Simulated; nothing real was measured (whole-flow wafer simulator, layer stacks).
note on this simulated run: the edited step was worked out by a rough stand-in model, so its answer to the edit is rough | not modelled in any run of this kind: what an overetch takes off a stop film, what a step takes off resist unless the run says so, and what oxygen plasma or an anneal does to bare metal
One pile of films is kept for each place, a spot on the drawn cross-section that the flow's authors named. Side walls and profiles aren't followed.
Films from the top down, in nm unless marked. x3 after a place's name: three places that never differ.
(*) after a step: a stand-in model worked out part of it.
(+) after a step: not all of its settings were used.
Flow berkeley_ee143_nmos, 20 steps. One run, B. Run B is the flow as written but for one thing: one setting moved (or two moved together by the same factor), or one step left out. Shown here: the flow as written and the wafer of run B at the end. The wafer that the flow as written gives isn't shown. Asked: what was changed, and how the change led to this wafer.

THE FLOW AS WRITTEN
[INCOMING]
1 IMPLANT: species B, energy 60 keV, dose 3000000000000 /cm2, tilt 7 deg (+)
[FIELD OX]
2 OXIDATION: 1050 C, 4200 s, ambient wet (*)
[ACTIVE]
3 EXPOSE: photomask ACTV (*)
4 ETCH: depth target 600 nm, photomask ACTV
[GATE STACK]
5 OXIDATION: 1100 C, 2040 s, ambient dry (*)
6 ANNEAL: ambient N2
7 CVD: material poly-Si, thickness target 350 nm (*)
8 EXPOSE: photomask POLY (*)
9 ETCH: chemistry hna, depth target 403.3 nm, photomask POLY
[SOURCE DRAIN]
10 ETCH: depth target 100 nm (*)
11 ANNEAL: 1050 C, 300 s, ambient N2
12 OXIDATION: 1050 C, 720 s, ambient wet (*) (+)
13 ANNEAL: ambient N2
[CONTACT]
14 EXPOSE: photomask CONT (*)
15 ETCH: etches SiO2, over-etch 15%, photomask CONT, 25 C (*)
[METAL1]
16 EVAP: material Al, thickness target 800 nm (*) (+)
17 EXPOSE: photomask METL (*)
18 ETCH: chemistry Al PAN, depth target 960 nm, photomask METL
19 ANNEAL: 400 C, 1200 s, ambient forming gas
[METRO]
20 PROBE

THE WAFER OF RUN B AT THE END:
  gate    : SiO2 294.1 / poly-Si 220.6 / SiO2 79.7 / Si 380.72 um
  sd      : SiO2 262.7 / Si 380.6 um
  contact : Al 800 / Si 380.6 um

The cause: step 12, OXIDATION: 1152 s was run, where the flow has 720 s.

How the change led to this, step by step:
  12 OXIDATION: 1050 C, 720 s, ambient wet (*) (+)
      sd, contact: SiO2 +262.7 (new film), Si -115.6 (as written it would be: SiO2 +189.4 (new film), Si -83.4)
      gate: SiO2 +294.1 (new film), poly-Si -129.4 (as written it would be: SiO2 +217.6 (new film), poly-Si -95.7)
      (and at 1 more place)
  15 ETCH: etches SiO2, over-etch 15%, photomask CONT, 25 C (*)
      contact: SiO2 -262.7 (all of it) (as written it would be: SiO2 -189.4 (all of it))
